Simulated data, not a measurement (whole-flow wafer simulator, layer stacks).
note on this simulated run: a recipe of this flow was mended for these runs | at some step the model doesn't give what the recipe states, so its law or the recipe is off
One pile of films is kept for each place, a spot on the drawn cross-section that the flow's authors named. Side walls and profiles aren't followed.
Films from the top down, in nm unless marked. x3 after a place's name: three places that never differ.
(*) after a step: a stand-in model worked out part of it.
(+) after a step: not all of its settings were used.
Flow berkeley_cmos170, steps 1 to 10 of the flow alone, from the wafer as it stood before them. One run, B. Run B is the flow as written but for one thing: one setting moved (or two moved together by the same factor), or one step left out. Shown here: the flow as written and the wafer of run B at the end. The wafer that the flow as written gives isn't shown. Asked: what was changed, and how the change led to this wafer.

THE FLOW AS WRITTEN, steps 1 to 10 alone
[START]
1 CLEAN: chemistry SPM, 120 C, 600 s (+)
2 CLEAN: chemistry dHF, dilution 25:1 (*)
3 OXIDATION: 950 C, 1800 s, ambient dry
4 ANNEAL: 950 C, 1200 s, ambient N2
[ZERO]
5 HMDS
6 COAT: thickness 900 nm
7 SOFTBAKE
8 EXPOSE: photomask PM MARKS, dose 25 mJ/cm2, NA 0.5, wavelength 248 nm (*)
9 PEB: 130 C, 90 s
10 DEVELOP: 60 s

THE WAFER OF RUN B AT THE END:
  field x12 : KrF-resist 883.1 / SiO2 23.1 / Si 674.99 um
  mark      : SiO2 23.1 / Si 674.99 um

The cause: step 3, OXIDATION: 962 C was run, where the flow has 950 C.

How the change led to this, step by step:
  3 OXIDATION: 950 C, 1800 s, ambient dry
      field x12, mark: SiO2 +23.1 (new film), Si -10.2 (as written it would be: SiO2 +20.4 (new film), Si -8.98)
